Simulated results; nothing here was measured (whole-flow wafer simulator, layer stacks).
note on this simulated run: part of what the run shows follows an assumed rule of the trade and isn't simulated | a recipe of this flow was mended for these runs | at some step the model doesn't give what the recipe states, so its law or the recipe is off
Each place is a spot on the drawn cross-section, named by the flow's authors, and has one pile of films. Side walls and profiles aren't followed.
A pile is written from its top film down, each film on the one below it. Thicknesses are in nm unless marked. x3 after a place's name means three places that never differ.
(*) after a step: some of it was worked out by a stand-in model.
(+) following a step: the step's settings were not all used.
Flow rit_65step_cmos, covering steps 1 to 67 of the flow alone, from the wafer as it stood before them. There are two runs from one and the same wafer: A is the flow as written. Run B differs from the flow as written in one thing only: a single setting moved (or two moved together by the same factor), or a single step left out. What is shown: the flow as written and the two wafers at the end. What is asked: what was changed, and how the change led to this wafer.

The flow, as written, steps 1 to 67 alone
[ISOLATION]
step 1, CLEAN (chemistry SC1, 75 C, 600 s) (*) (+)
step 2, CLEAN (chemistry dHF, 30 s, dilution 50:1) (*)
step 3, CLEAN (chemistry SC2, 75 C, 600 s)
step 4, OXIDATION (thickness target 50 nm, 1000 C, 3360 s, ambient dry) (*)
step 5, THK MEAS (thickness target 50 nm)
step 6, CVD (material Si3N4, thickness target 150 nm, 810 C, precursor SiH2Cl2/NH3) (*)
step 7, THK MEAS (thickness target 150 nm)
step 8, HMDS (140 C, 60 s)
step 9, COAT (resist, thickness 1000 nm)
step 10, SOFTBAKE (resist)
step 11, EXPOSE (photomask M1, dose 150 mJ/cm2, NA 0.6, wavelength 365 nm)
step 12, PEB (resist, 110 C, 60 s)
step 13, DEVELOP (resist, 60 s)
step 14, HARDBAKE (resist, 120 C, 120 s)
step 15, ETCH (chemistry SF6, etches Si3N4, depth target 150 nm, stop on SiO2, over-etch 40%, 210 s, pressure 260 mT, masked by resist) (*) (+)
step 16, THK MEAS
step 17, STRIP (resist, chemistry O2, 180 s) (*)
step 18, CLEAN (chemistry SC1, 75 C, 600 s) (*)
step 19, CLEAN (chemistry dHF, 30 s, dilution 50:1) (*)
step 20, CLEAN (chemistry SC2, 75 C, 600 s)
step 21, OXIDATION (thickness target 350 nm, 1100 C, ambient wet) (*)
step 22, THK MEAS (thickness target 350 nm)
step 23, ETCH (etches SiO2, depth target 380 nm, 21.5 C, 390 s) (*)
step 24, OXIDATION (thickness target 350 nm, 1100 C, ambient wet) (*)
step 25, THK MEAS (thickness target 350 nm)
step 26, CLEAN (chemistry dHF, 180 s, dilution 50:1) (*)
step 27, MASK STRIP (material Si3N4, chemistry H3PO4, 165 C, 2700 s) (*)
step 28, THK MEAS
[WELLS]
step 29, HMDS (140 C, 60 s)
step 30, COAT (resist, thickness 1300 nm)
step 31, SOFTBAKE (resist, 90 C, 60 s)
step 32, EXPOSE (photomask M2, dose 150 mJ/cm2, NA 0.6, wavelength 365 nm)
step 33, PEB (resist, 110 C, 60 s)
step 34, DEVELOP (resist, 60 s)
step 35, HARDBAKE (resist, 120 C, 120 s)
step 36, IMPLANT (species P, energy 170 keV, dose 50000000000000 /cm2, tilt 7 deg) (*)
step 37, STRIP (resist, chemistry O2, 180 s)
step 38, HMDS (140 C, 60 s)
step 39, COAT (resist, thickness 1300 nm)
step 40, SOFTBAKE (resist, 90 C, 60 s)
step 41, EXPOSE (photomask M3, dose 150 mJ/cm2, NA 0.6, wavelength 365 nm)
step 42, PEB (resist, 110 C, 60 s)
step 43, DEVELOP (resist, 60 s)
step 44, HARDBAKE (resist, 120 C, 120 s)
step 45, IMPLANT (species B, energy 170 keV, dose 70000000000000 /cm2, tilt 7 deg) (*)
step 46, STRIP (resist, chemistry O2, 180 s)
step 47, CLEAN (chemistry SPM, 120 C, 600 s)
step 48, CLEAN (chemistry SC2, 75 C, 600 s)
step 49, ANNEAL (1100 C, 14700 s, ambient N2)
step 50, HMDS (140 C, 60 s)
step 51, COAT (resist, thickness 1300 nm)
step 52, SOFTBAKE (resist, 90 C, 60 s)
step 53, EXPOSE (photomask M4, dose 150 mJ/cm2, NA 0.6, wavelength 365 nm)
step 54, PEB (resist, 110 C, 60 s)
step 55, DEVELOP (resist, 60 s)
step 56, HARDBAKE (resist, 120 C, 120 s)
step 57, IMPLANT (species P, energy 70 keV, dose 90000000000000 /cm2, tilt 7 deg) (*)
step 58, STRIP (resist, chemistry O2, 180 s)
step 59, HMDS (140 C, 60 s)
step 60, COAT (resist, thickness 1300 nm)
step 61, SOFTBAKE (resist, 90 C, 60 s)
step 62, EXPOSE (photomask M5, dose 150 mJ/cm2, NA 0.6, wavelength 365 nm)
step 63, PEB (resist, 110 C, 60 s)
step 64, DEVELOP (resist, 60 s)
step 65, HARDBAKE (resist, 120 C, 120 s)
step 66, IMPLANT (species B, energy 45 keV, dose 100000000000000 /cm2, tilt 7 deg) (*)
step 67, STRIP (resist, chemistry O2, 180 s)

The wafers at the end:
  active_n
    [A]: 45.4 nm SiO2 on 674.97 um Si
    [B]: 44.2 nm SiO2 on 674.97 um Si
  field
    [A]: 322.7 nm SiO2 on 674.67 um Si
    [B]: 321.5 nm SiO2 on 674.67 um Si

What caused this: step 27, MASK STRIP: 3004 s was run, whereas the flow has 2700 s.

The path from the change to this, step by step:
  step 27, MASK STRIP (material Si3N4, chemistry H3PO4, 165 C, 2700 s) (*)
      active_n, active_p, gate_n and 7 more: A Si3N4 loses 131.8 (all of it), SiO2 loses 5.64 | B Si3N4 loses 131.8 (all of it), SiO2 loses 6.84
      field, field_pw, field_nw, field_p: A SiO2 loses 10.7 | B SiO2 loses 11.9
